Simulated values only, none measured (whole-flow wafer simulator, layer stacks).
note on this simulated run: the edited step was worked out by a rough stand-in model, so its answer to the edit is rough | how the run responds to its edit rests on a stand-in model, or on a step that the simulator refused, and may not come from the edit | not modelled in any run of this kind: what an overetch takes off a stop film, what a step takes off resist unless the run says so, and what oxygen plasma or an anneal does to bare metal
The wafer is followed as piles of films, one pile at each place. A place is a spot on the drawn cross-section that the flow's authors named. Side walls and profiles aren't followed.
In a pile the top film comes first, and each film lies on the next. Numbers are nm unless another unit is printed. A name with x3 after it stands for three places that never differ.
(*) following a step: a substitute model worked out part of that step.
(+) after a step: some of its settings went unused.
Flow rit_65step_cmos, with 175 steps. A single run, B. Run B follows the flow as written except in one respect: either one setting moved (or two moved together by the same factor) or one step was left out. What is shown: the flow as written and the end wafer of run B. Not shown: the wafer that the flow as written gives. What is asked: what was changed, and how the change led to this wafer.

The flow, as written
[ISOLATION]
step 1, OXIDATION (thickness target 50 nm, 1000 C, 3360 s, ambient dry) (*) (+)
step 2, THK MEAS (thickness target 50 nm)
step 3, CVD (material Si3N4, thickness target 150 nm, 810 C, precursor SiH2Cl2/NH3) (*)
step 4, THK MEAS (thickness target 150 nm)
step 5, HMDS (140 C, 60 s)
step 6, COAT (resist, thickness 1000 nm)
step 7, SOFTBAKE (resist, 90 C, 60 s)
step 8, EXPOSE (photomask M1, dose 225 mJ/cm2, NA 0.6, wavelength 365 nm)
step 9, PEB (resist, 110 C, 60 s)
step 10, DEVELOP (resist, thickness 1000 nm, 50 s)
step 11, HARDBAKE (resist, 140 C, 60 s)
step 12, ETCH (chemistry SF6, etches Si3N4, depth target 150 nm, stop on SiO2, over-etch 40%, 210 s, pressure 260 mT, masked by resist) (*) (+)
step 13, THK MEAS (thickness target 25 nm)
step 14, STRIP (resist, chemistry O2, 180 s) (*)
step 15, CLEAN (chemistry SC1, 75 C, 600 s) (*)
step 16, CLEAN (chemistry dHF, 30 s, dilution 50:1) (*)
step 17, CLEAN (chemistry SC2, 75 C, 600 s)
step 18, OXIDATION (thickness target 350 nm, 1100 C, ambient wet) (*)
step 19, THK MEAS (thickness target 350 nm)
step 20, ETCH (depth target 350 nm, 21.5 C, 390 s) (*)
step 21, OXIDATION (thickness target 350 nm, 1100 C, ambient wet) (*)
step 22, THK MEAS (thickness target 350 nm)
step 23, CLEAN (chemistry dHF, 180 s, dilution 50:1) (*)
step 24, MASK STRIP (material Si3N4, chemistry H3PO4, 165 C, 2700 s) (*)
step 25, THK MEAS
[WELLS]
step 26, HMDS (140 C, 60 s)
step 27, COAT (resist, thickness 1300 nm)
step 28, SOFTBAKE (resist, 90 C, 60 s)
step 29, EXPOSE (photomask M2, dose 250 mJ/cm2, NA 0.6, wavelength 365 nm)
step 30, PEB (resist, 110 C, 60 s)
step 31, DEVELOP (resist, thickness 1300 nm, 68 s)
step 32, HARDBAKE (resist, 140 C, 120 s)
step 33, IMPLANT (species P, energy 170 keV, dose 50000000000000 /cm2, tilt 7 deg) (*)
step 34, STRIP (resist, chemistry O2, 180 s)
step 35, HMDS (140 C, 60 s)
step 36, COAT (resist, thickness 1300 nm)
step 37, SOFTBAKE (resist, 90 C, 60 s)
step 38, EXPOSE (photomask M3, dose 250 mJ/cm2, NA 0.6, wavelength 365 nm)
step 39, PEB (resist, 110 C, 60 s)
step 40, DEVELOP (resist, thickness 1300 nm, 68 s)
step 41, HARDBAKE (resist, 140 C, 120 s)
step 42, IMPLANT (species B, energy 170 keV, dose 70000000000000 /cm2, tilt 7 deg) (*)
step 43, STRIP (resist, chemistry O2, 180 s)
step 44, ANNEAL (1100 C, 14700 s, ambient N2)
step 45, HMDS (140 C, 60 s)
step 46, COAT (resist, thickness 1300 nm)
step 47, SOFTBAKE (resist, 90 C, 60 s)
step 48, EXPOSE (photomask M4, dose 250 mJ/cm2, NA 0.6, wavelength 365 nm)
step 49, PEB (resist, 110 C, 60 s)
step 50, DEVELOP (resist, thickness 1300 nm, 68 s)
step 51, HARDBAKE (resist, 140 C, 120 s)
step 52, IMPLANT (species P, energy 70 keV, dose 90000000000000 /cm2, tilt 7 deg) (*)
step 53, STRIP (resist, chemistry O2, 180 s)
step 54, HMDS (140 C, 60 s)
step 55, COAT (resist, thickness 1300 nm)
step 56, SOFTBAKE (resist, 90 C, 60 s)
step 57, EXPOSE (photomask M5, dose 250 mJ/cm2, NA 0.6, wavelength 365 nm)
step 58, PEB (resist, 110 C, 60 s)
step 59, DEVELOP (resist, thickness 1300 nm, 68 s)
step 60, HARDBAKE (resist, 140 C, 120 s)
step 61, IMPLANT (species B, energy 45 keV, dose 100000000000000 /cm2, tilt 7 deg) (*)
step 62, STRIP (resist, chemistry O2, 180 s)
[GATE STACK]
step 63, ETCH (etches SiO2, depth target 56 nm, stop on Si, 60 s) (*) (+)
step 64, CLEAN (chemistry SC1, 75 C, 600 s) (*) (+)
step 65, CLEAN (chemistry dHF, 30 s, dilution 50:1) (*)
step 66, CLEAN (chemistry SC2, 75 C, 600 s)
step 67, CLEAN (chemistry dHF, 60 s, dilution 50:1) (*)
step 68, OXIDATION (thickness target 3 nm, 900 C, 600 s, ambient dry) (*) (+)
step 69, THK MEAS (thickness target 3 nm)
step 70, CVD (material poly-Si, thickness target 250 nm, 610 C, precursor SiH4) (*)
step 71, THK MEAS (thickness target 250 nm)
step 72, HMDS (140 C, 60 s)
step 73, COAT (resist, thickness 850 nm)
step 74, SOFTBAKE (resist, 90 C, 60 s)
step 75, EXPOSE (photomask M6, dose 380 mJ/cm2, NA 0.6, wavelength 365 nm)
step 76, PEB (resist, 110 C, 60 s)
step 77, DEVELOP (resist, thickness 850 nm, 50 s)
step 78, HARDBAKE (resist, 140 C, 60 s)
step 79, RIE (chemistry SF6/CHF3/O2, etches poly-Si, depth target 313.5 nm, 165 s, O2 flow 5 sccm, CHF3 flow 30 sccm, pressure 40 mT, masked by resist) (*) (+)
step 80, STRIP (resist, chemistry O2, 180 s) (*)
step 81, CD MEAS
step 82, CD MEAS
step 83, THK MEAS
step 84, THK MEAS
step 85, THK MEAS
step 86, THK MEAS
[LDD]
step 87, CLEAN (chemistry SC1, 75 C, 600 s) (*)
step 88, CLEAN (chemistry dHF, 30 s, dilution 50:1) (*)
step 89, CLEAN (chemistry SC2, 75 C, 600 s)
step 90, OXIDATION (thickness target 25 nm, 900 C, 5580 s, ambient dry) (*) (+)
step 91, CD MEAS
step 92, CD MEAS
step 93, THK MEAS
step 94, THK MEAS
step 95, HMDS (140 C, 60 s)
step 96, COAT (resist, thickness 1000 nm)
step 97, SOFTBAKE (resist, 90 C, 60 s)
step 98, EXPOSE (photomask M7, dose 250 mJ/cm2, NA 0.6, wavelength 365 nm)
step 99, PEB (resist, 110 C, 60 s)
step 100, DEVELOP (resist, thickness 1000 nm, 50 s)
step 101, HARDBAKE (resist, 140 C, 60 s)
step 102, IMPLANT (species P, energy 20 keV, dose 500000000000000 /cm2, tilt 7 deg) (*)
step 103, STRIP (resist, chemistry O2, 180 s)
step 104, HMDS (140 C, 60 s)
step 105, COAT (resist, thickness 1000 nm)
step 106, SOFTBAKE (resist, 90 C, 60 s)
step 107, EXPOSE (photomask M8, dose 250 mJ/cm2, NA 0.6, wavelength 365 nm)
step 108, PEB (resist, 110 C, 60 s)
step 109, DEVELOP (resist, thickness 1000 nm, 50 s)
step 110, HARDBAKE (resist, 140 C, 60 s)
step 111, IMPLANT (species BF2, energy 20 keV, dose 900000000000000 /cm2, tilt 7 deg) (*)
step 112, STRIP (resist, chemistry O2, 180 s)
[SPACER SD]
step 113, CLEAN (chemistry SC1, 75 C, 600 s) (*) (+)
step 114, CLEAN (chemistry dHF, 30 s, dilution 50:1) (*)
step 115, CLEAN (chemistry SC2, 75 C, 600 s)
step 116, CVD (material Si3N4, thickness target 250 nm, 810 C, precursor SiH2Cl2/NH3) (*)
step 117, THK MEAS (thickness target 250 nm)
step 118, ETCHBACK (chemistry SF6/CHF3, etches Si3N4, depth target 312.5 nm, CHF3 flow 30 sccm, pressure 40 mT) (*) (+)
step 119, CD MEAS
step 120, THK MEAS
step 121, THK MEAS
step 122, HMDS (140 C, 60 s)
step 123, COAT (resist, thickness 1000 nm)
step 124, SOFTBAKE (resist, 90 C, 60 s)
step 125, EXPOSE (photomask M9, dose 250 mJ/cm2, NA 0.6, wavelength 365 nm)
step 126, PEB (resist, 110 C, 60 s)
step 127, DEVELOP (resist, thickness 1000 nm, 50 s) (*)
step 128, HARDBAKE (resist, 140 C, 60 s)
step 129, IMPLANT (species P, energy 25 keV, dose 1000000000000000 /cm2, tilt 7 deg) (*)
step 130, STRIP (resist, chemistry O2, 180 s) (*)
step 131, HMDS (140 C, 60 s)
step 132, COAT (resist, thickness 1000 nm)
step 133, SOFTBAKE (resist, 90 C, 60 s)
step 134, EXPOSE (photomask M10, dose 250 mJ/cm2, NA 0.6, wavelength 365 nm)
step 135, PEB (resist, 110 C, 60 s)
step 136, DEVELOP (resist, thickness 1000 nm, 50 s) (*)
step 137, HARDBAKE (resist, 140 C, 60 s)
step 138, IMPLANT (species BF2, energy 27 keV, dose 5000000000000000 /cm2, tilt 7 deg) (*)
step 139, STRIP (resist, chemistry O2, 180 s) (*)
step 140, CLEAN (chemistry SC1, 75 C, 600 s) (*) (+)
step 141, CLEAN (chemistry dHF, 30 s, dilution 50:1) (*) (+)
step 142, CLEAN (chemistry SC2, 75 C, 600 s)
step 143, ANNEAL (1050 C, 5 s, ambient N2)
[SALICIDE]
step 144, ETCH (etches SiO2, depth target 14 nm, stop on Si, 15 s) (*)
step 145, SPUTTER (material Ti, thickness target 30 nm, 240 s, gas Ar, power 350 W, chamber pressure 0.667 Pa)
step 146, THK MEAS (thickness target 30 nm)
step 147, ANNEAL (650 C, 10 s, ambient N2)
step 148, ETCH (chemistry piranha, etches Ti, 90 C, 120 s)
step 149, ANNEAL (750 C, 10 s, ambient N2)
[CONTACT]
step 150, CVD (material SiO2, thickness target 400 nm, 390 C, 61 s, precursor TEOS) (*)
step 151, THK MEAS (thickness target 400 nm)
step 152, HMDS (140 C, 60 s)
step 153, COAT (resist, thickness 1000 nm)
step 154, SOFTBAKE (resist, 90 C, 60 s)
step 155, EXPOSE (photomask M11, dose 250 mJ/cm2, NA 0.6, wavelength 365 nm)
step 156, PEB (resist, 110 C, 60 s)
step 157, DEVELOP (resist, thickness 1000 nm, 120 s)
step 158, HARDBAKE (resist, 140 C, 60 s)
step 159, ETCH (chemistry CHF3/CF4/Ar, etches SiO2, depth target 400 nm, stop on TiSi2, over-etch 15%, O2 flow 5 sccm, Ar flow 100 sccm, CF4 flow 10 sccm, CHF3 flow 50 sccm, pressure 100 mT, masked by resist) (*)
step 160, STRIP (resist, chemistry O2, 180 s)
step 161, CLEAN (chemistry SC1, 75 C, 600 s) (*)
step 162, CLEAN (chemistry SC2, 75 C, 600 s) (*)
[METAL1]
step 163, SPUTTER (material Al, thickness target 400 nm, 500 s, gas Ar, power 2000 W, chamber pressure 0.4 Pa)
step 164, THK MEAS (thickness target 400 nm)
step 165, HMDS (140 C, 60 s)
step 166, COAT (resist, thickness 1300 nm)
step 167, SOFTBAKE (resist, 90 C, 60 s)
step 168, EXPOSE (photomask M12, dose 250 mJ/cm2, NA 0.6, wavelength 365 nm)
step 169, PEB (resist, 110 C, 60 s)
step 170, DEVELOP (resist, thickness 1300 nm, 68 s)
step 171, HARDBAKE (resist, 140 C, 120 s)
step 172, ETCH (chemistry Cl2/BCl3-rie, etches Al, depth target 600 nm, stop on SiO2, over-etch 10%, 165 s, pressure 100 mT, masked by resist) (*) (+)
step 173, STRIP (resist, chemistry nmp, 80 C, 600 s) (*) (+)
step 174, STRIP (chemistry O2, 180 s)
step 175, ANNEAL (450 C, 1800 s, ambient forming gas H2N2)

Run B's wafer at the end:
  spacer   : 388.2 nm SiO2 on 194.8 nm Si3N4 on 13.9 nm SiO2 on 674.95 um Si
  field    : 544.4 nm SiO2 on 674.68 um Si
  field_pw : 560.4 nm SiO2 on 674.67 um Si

Cause: step 172, ETCH: depth target 420 nm was run, while the flow as written has depth target 600 nm.

How this came from the change, step by step:
  step 172, ETCH (chemistry Cl2/BCl3-rie, etches Al, depth target 600 nm, stop on SiO2, over-etch 10%, 165 s, pressure 100 mT, masked by resist) (*) (+)
      field, field_pw, field_p, spacer, spacer_p: Al loses 400 (all of it), SiO2 loses 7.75 (in the flow as written it would be: Al loses 400 (all of it), SiO2 loses 32.5)
      gate_n, gate_p: Al loses 396 (all of it), SiO2 loses 8.26 (in the flow as written it would be: Al loses 396 (all of it), SiO2 loses 33)
      (as well as at 1 more place)
